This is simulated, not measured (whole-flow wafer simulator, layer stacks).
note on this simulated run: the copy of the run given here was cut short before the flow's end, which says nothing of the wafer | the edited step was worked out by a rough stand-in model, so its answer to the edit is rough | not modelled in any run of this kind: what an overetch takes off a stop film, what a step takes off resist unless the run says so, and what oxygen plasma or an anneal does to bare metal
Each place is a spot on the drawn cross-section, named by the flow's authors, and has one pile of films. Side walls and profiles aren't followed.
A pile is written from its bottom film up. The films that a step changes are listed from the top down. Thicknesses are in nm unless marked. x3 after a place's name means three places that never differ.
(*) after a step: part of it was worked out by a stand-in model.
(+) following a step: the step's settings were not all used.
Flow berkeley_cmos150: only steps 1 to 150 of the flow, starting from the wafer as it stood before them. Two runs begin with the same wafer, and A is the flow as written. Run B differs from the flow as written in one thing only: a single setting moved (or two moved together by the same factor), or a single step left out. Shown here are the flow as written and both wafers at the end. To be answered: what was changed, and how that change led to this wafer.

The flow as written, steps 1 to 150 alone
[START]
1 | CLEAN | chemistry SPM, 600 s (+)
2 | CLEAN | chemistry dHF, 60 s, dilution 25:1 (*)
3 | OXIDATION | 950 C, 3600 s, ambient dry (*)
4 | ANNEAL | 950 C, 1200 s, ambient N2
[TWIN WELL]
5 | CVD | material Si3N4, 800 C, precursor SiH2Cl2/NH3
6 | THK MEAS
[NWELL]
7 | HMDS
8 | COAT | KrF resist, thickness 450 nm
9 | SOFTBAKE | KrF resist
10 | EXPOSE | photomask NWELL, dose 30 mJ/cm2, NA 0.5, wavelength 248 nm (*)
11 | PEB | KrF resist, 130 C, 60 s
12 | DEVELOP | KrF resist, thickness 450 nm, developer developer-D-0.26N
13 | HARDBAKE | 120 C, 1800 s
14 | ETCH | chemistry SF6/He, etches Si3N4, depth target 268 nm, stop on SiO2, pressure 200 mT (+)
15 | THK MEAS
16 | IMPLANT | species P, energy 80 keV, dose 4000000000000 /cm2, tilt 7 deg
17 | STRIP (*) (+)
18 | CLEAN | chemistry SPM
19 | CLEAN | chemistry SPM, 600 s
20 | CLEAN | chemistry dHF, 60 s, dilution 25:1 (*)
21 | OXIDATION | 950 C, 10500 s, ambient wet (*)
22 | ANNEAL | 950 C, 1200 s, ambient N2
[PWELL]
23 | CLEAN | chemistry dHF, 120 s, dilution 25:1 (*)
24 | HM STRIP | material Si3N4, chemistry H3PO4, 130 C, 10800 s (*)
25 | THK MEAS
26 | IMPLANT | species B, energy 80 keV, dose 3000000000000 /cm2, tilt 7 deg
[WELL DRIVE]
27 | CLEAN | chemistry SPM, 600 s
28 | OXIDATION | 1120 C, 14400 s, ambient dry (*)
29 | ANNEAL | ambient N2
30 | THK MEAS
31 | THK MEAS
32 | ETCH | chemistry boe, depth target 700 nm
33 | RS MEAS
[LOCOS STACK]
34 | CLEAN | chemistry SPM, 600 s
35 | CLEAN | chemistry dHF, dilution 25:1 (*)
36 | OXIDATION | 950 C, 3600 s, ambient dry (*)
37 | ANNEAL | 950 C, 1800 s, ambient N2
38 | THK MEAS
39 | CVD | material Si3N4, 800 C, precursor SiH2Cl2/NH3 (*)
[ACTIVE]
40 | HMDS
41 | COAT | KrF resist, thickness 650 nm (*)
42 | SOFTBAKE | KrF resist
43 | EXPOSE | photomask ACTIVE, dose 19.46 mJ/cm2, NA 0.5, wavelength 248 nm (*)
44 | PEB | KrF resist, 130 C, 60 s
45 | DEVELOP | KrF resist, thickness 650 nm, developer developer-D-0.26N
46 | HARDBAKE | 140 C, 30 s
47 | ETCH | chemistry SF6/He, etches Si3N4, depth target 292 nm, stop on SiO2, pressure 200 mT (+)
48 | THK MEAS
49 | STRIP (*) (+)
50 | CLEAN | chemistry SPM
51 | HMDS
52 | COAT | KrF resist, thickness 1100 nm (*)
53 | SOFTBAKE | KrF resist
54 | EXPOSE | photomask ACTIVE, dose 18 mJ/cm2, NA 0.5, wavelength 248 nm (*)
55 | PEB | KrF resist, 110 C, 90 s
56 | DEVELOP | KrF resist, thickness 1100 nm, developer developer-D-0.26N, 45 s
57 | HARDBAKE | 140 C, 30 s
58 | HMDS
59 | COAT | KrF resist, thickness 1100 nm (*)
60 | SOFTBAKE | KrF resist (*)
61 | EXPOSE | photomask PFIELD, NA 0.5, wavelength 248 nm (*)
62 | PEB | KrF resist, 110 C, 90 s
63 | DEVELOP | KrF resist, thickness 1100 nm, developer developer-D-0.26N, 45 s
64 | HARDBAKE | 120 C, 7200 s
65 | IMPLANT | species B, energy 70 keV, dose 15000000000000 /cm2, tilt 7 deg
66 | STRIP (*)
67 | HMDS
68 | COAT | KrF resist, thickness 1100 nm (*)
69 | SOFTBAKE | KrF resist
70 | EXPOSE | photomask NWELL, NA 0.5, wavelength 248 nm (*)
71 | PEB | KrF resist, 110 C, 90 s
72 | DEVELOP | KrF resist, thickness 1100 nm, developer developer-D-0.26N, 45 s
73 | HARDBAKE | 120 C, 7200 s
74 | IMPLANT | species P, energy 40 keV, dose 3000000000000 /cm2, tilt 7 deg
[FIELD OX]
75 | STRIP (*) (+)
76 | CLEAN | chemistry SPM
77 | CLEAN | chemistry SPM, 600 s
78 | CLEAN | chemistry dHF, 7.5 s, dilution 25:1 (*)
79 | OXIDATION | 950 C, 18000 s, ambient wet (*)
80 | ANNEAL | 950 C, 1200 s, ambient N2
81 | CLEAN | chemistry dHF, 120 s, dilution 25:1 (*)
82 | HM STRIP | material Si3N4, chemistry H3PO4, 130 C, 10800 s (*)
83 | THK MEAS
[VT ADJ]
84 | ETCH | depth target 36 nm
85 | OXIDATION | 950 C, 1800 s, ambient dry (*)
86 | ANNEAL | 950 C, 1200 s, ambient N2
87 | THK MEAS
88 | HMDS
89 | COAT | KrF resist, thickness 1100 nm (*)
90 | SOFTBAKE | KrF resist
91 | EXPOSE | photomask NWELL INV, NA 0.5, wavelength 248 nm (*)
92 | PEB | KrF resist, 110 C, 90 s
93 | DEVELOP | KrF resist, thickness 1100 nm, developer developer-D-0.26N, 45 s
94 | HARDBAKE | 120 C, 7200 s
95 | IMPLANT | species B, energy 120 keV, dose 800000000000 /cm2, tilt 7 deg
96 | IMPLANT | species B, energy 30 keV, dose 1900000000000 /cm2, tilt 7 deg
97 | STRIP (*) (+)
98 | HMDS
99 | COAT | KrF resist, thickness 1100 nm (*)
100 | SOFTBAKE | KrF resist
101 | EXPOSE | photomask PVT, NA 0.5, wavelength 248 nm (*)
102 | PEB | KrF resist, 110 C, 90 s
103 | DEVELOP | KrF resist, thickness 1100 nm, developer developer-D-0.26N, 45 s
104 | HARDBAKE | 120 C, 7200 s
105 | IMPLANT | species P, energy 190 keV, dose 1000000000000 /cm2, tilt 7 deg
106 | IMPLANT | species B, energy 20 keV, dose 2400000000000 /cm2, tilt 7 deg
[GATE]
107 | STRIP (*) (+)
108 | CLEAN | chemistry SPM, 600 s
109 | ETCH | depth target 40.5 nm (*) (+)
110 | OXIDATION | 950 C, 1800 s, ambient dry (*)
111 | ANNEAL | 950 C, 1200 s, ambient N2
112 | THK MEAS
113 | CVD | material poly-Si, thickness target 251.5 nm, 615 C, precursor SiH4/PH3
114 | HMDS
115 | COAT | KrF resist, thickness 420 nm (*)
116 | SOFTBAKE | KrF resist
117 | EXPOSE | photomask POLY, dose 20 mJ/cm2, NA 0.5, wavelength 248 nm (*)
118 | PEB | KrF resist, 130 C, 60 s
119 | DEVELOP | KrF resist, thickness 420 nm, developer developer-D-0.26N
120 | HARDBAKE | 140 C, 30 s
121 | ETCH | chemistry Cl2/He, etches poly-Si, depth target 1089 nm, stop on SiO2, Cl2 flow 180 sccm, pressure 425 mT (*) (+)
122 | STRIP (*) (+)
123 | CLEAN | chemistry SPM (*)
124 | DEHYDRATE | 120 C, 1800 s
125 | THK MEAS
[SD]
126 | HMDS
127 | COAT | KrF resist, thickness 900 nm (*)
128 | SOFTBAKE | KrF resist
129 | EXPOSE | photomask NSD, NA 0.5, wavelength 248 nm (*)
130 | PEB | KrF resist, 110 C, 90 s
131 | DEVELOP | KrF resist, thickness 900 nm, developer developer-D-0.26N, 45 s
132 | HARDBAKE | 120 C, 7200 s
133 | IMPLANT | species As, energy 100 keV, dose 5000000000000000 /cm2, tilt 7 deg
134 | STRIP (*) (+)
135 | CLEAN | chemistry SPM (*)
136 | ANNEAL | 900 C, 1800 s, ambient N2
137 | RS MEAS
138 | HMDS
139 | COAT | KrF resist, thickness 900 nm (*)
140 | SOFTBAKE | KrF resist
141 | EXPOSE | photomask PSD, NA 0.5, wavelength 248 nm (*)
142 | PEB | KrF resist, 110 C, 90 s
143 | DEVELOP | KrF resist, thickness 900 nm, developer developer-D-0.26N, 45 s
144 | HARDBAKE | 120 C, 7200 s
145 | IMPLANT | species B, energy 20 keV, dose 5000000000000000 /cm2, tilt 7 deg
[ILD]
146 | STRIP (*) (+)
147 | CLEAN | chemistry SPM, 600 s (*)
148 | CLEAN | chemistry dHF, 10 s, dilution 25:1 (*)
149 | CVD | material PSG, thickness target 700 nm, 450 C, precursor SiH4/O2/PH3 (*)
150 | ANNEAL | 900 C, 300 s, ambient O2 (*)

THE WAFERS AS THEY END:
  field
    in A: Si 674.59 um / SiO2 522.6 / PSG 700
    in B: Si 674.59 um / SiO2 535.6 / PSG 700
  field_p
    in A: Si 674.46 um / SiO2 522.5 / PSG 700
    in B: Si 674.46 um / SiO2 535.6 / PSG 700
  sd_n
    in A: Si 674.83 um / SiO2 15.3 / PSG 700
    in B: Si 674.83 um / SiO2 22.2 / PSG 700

Cause: step 109, ETCH: depth target 27.38 nm was run, whereas the flow has depth target 40.5 nm.

How this came from the change, step by step:
  109 | ETCH | depth target 40.5 nm (*) (+)
      sd_n: A SiO2 loses 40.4 (all of it) | B SiO2 loses 27.4
      field, field_p: A SiO2 loses 40.5 | B SiO2 loses 27.4
  110 | OXIDATION | 950 C, 1800 s, ambient dry (*)
      sd_n: A SiO2 gains 20.4 (new film), Si loses 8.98 | B SiO2 gains 14.2, Si loses 6.27
  122 | STRIP (*) (+)
      gate_n: A chemical SiO2 gains 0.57 (new film), KrF resist loses 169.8 (all of it), poly-Si loses 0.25 | B chemical SiO2 gains 0.57 (new film), KrF resist loses 174.9 (all of it), poly-Si loses 0.25
